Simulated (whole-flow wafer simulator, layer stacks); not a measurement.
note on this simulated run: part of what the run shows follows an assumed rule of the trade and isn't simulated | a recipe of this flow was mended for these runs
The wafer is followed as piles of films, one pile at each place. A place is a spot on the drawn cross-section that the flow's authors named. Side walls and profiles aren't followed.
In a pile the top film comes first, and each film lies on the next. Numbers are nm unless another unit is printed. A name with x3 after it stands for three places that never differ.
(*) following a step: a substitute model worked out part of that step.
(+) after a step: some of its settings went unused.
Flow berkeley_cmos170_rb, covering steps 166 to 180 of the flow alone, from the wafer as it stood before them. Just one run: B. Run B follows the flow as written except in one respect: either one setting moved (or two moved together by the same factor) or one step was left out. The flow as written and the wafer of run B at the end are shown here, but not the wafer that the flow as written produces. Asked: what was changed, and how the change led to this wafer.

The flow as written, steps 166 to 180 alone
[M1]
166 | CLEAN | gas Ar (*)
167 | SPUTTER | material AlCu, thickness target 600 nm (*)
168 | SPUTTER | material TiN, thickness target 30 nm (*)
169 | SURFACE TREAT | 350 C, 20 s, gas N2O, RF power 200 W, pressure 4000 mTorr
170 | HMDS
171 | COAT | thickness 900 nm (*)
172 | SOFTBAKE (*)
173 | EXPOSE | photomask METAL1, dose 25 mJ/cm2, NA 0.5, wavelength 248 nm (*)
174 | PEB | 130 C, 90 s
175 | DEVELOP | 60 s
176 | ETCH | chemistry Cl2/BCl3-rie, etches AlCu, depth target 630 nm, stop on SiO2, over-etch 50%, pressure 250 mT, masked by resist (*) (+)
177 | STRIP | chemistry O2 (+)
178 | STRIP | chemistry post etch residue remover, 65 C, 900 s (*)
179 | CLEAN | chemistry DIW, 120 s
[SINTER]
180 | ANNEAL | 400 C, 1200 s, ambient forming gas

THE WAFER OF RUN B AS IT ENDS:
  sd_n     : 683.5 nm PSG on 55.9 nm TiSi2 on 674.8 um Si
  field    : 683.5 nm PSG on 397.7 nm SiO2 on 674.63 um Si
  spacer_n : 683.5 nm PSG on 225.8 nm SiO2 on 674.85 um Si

Cause: step 176, ETCH: depth target 479 nm was run, though the flow has depth target 630 nm.

Step by step, how the change led to this:
  176 | ETCH | chemistry Cl2/BCl3-rie, etches AlCu, depth target 630 nm, stop on SiO2, over-etch 50%, pressure 250 mT, masked by resist (*) (+)
      field, sd_n, spacer_n, gate, spacer_p, gate_p: TiN loses 30 (all of it), AlCu loses 600 (all of it), PSG loses 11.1 (it would be, as written: TiN loses 30 (all of it), AlCu loses 600 (all of it), PSG loses 39.4)
      contact, m1: KrF-resist loses 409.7 (it would be, as written: KrF-resist loses 472.5)
      (also at 1 further place)
  177 | STRIP | chemistry O2 (+)
      contact: KrF-resist loses 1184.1 (all of it) (it would be, as written: KrF-resist loses 1121.3 (all of it))
      m1: KrF-resist loses 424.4 (all of it) (it would be, as written: KrF-resist loses 361.6 (all of it))
